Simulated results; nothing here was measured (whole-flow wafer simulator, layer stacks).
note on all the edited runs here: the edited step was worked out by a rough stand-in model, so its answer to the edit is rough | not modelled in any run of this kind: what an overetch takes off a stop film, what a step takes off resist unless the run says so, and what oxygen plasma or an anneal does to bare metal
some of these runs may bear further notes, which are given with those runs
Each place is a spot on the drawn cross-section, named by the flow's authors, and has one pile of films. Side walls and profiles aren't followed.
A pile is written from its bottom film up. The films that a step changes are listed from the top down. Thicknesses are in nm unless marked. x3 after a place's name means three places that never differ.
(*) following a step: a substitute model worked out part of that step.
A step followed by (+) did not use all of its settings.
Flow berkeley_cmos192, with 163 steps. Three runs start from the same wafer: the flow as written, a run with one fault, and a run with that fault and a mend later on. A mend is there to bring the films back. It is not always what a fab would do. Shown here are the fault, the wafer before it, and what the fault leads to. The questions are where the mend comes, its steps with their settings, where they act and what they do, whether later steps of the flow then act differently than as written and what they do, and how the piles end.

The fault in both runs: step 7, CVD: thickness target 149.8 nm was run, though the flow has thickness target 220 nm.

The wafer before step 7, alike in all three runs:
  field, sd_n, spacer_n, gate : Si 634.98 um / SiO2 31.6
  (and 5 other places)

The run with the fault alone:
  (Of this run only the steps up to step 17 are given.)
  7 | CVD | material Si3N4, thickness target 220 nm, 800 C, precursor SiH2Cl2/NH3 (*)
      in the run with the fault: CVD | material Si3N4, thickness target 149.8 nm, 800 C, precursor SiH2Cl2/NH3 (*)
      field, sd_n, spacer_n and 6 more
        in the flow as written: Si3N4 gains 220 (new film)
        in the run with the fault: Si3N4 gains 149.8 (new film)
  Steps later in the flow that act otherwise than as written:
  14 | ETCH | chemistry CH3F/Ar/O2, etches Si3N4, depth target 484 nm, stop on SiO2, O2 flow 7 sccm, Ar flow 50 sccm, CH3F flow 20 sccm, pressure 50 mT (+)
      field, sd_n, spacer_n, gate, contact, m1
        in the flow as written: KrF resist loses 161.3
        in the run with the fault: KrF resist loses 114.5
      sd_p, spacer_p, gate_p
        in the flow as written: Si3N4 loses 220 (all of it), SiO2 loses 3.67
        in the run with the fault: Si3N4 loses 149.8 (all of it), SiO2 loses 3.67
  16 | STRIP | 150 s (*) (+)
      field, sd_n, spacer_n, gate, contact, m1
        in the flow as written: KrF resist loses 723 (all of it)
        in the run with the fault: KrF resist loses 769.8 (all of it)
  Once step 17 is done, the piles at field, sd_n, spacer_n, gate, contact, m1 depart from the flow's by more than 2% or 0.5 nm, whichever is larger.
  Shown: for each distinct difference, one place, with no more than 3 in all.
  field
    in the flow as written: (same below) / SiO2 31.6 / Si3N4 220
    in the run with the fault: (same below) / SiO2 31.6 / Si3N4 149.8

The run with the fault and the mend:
  The mend stands after step 7.
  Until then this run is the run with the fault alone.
  7a | CVD | material Si3N4, thickness target 70.18 nm, 800 C, precursor SiH2Cl2/NH3 (*) (the flow's step 7, run once more with other settings)
      field, sd_n, spacer_n and 6 more
        Si3N4 gains 70.2
  Later steps of the flow that are run all act as written at every place that is followed.
  At every place that both follow, the piles at the end match the flow's.
